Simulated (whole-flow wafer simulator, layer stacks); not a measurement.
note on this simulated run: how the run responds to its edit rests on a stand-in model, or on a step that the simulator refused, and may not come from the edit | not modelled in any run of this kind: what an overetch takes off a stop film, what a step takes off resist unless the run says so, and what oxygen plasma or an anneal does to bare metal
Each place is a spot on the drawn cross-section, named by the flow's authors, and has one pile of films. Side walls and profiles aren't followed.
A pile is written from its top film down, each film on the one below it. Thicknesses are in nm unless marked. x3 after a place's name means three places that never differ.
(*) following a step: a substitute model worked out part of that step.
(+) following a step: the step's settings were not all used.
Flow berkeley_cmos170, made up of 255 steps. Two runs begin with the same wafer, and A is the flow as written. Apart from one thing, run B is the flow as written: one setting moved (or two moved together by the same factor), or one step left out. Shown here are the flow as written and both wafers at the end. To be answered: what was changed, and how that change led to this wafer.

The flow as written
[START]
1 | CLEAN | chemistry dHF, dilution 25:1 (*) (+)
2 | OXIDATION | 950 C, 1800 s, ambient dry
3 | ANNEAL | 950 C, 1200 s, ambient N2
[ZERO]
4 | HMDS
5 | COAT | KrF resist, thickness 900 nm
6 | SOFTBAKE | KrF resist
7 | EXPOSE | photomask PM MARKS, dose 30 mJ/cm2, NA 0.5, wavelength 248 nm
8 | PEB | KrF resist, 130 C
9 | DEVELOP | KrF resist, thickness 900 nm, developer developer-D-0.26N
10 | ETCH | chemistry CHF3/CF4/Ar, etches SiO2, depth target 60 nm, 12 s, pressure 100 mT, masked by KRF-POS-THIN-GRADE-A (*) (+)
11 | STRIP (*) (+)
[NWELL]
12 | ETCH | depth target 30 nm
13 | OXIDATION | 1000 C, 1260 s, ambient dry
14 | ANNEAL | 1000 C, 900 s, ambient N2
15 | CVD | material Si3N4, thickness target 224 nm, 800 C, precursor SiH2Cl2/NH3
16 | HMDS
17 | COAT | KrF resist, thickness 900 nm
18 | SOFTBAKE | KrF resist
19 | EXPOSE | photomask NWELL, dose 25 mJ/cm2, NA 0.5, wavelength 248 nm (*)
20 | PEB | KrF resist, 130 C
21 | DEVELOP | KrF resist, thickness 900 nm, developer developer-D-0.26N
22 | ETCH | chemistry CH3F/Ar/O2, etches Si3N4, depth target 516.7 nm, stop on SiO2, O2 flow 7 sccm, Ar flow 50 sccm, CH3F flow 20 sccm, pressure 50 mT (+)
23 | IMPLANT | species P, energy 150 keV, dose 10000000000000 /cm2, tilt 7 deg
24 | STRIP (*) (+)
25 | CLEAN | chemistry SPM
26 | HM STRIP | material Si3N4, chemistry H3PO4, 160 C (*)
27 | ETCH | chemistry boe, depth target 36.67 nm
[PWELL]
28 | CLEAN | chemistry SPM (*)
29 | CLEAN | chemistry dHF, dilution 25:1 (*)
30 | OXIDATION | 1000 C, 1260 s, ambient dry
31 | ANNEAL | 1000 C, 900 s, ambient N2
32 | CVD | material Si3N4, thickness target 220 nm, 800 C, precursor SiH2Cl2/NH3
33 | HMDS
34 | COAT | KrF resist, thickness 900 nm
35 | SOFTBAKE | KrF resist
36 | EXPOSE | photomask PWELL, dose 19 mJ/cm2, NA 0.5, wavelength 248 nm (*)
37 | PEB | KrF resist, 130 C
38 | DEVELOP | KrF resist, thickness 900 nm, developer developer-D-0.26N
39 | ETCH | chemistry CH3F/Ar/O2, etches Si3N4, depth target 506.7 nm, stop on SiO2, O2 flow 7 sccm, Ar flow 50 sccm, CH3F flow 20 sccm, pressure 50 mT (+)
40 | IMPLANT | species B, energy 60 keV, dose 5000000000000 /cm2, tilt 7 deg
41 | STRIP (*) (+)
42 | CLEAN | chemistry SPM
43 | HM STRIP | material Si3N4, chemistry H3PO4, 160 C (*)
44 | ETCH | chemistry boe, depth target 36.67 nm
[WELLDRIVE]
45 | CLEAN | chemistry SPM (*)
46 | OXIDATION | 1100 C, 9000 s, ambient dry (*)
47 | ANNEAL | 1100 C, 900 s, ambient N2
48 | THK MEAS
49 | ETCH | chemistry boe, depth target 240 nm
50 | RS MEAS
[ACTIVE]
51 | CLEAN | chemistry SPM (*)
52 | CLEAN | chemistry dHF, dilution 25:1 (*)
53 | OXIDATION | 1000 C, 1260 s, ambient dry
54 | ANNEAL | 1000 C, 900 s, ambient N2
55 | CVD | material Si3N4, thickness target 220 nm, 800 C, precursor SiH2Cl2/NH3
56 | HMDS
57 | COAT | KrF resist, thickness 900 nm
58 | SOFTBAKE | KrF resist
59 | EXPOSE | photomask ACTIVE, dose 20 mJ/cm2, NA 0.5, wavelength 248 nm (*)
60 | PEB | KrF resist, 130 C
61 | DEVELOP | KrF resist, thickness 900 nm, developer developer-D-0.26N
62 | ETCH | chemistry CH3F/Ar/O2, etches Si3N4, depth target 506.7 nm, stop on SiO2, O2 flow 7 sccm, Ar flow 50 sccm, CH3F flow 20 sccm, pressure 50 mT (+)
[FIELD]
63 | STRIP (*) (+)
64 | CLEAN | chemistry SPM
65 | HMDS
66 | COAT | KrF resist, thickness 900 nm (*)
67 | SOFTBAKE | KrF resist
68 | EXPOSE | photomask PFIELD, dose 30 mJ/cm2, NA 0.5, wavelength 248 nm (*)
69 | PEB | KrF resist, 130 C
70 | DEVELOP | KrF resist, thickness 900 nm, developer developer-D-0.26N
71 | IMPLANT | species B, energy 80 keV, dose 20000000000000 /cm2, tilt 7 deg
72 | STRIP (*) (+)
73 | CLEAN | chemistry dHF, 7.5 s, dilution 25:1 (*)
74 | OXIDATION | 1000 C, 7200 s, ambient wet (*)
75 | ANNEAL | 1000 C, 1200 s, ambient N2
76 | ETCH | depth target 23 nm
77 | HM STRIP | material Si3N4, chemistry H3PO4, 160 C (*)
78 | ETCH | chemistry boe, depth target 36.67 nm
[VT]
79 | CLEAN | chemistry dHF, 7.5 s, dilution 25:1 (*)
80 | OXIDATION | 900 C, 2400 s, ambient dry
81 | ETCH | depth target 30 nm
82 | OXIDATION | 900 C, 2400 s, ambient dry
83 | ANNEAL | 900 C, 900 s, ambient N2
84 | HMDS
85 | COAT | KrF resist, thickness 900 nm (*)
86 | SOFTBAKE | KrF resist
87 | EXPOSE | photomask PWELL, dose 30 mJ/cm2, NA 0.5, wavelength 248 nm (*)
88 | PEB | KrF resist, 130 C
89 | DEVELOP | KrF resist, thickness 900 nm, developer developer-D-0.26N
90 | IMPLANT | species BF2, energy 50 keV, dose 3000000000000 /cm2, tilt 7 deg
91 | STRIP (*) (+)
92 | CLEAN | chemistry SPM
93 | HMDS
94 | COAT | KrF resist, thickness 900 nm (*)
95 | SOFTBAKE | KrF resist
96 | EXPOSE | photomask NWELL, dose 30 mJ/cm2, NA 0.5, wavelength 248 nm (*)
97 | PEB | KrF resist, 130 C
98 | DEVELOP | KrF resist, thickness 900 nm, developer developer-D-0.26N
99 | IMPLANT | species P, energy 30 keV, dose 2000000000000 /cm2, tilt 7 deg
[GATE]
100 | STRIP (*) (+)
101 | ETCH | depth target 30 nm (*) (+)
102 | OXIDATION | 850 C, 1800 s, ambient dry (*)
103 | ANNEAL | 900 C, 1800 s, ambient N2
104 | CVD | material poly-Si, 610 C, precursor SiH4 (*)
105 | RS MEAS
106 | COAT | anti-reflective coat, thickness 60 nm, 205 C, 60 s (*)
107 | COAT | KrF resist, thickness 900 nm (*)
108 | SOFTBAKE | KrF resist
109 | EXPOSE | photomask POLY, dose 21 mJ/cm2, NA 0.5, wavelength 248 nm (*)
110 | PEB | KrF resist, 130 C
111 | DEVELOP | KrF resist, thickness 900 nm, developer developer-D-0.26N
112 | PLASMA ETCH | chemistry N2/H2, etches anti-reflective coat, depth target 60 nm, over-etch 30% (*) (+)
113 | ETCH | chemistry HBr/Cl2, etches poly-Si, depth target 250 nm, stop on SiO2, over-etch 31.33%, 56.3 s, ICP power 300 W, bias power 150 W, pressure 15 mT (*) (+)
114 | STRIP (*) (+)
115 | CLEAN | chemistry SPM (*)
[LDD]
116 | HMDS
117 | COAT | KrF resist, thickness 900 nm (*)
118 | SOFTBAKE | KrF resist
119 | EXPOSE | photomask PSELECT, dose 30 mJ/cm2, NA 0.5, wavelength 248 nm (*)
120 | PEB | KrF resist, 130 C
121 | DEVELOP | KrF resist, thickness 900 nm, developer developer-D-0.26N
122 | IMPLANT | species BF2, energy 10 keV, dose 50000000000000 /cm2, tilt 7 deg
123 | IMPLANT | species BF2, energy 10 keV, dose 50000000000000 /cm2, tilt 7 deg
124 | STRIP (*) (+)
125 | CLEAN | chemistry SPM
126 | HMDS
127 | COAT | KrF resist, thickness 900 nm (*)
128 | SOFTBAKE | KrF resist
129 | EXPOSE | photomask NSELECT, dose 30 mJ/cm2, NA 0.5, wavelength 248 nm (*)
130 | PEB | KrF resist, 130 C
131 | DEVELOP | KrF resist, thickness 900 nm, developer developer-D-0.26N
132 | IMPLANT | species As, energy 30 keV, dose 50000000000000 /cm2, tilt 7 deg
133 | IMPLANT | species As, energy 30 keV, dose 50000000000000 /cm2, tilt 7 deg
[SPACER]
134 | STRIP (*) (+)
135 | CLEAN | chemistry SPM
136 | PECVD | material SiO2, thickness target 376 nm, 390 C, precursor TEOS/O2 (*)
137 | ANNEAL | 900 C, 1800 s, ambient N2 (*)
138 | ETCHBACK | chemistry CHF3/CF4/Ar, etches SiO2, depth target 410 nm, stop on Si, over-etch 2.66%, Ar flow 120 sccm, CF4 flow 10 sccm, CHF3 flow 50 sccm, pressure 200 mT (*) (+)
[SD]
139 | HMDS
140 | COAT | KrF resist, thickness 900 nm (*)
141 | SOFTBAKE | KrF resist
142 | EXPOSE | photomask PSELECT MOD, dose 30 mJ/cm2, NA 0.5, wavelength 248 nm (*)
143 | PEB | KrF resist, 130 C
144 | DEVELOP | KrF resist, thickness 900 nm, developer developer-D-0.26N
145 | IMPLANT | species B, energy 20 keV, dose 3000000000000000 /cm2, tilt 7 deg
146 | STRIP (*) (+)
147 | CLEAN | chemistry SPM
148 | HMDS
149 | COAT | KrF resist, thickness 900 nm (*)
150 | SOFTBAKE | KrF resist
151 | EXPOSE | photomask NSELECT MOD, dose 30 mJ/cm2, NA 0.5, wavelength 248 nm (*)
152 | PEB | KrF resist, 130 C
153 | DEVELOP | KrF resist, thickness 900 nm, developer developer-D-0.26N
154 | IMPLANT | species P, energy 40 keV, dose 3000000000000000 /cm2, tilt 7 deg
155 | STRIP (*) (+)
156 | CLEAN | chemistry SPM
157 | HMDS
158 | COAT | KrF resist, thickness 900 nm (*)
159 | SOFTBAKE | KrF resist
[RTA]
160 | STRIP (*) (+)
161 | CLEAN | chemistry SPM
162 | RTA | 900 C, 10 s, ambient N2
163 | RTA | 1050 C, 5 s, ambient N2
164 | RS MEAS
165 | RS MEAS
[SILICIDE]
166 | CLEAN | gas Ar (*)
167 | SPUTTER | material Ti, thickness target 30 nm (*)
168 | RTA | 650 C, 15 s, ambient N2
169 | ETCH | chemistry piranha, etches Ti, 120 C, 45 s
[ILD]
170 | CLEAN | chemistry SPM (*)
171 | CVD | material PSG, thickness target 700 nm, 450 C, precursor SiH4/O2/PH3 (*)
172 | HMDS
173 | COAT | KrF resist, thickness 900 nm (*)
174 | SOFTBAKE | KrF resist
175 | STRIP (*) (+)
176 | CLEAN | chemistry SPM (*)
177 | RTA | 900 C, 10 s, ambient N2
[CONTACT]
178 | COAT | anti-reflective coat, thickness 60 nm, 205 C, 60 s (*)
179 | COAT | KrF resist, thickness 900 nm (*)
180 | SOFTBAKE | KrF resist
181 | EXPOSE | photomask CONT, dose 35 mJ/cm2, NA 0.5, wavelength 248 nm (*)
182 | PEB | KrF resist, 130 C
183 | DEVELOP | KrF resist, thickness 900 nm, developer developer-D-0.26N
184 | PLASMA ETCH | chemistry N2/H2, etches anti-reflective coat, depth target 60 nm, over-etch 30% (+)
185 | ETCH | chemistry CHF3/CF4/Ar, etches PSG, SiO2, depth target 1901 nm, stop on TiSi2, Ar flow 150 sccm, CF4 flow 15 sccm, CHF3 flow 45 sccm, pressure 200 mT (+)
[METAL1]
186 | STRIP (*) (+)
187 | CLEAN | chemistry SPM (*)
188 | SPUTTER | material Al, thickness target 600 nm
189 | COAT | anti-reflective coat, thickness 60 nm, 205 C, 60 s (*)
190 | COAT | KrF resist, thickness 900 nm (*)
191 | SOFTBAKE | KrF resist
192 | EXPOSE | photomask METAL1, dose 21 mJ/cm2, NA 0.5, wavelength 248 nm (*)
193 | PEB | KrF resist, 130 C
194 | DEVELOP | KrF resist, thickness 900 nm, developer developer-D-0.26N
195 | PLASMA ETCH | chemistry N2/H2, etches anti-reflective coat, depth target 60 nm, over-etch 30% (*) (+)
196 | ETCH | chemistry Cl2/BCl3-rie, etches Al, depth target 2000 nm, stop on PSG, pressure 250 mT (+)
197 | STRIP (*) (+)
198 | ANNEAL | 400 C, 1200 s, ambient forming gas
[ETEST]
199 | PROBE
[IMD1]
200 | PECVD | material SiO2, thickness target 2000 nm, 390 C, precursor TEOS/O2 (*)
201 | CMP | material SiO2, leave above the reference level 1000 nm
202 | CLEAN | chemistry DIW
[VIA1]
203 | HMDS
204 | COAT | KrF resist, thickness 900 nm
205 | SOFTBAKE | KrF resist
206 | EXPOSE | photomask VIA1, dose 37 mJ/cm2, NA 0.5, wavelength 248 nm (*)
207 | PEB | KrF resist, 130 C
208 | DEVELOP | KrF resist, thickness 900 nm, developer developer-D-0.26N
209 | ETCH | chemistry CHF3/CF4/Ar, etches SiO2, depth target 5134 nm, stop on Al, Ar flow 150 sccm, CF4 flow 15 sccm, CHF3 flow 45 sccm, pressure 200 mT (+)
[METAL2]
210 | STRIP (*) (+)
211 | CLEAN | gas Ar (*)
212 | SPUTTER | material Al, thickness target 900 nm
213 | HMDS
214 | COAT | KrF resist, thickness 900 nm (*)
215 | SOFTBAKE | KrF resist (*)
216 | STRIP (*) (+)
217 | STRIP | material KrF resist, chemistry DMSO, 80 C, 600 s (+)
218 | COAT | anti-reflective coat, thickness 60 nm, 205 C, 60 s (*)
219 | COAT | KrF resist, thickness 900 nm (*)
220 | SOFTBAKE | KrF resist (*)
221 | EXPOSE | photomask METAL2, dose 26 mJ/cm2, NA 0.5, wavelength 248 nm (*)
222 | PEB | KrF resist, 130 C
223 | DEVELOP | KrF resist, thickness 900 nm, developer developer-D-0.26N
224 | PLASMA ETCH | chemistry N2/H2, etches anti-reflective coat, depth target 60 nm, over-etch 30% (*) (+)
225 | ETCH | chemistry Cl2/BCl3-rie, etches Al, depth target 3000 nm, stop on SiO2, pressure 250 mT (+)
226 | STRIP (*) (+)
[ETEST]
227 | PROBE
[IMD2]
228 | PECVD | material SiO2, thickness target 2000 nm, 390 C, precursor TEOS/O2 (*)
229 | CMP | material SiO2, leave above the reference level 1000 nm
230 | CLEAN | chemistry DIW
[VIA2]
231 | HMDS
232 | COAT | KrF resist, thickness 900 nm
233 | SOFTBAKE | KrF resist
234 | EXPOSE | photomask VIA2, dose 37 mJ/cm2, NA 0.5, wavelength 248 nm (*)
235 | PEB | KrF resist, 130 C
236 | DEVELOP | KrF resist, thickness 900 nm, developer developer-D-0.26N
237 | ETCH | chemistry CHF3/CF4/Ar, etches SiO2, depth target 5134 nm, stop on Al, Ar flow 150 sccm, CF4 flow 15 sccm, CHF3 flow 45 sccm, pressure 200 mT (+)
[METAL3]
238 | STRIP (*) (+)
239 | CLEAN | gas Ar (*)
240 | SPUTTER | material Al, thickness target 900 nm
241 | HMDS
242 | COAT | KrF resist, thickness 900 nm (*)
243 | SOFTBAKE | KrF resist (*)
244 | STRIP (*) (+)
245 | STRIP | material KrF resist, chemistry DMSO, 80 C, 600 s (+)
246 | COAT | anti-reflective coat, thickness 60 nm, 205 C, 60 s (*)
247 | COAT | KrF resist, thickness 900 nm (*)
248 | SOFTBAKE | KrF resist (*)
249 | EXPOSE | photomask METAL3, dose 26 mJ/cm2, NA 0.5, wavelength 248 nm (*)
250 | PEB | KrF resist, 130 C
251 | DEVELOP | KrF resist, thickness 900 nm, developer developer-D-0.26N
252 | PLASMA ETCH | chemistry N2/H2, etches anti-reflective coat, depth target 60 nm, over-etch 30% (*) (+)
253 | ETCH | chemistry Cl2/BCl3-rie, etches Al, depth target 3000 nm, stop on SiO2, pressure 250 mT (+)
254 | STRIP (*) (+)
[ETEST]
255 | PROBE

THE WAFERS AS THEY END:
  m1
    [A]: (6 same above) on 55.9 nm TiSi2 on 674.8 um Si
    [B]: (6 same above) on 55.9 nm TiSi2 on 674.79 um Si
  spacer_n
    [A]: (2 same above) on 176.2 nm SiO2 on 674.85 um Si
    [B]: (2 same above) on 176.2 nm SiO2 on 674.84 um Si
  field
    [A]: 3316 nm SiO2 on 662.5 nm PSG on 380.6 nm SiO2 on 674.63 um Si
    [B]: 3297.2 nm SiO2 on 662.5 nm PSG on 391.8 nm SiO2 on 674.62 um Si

Cause: step 53, OXIDATION: 1100 C was run, while the flow as written has 1000 C.

Step by step, how the change led to this:
  53 | OXIDATION | 1000 C, 1260 s, ambient dry
      field, sd_n, spacer_n and 9 more: A +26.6 SiO2 (new film), -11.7 Si | B +59.7 SiO2 (new film), -26.3 Si
  74 | OXIDATION | 1000 C, 7200 s, ambient wet (*)
      sd_n, sd_p: A +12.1 SiO2 (new film), -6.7 Si3N4, +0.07 SiO2, -0.07 Si | B +12.1 SiO2 (new film), -6.7 Si3N4, +4.44 SiO2, -1.86 Si
      field: A +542 SiO2, -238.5 Si | B +520.2 SiO2, -228.9 Si
  78 | ETCH | chemistry boe, depth target 36.67 nm
      sd_n, spacer_n, gate_n and 8 more: A -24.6 SiO2 (all of it) | B -36.7 SiO2
  79 | CLEAN | chemistry dHF, 7.5 s, dilution 25:1 (*)
      sd_n, spacer_n, gate_n and 8 more: A nothing | B -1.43 SiO2
  80 | OXIDATION | 900 C, 2400 s, ambient dry
      spacer_n, gate_n, spacer_p and 6 more: A +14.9 SiO2 (new film), -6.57 Si | B +10.2 SiO2, -4.51 Si
      sd_n, sd_p: A +14.9 SiO2 (new film), -6.57 Si | B +9.62 SiO2, -4.23 Si
  81 | ETCH | depth target 30 nm
      sd_n, sd_p: A -14.9 SiO2 (all of it) | B -30 SiO2
      spacer_n, gate_n, spacer_p and 6 more: A -14.9 SiO2 (all of it) | B -29.8 SiO2 (all of it)
  82 | OXIDATION | 900 C, 2400 s, ambient dry
      sd_n, sd_p: A +14.9 SiO2 (new film), -6.57 Si | B +12 SiO2, -5.29 Si
  101 | ETCH | depth target 30 nm (*) (+)
      sd_n, sd_p: A -14.9 SiO2 (all of it) | B -15.7 SiO2 (all of it)
  106 | COAT | anti-reflective coat, thickness 60 nm, 205 C, 60 s (*)
      sd_n: A +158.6 anti-reflective coat (new film) | B +176.8 anti-reflective coat (new film)
      spacer_n: A +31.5 anti-reflective coat (new film) | B +27.5 anti-reflective coat (new film)
      (as well as at 8 more places)
  112 | PLASMA ETCH | chemistry N2/H2, etches anti-reflective coat, depth target 60 nm, over-etch 30% (*) (+)
      field: A -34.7 anti-reflective coat (all of it), -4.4 poly-Si | B -35.4 anti-reflective coat (all of it), -4.99 poly-Si
      sd_n: A -158.6 anti-reflective coat (all of it), -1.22 poly-Si | B -176.8 anti-reflective coat (all of it), -1.36 poly-Si
      (as well as at 8 more places)
  114 | STRIP (*) (+)
      gate_n: A +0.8 chemical SiO2 (new film), -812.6 KrF resist (all of it), -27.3 anti-reflective coat (all of it), -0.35 poly-Si | B +0.8 chemical SiO2 (new film), -829.7 KrF resist (all of it), -22.8 anti-reflective coat (all of it), -0.35 poly-Si
      gate_p: A +0.8 chemical SiO2 (new film), -782.1 KrF resist (all of it), -29.6 anti-reflective coat (all of it), -0.35 poly-Si | B +0.8 chemical SiO2 (new film), -791.7 KrF resist (all of it), -27 anti-reflective coat (all of it), -0.35 poly-Si
  178 | COAT | anti-reflective coat, thickness 60 nm, 205 C, 60 s (*)
      sd_n: A +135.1 anti-reflective coat (new film) | B +147.5 anti-reflective coat (new film)
      gate_n: A +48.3 anti-reflective coat (new film) | B +49.5 anti-reflective coat (new film)
      (as well as at 3 more places)
  184 | PLASMA ETCH | chemistry N2/H2, etches anti-reflective coat, depth target 60 nm, over-etch 30% (+)
      field, sd_n, spacer_n and 8 more: A -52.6 KrF resist | B -53.7 KrF resist
      contact: A -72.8 anti-reflective coat (all of it), -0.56 PSG | B -74.3 anti-reflective coat (all of it), -0.57 PSG
  186 | STRIP (*) (+)
      sd_n: A -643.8 KrF resist (all of it), -135.1 anti-reflective coat (all of it) | B -641.7 KrF resist (all of it), -147.5 anti-reflective coat (all of it)
      gate_n: A -553.1 KrF resist (all of it), -48.3 anti-reflective coat (all of it) | B -562.1 KrF resist (all of it), -49.5 anti-reflective coat (all of it)
      (as well as at 2 more places)
  189 | COAT | anti-reflective coat, thickness 60 nm, 205 C, 60 s (*)
      gate_n: A +48 anti-reflective coat (new film) | B +49.6 anti-reflective coat (new film)
      sd_p: A +86.5 anti-reflective coat (new film) | B +89.5 anti-reflective coat (new film)
      (as well as at 2 more places)
  195 | PLASMA ETCH | chemistry N2/H2, etches anti-reflective coat, depth target 60 nm, over-etch 30% (*) (+)
      contact, m1, via1, m2, via2: A -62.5 KrF resist | B -64.6 KrF resist
      gate_n: A -48 anti-reflective coat (all of it) | B -49.6 anti-reflective coat (all of it)
      (as well as at 2 more places)
  ... another 2 steps ...
  201 | CMP | material SiO2, leave above the reference level 1000 nm
      field: A -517 SiO2 | B -535.8 SiO2
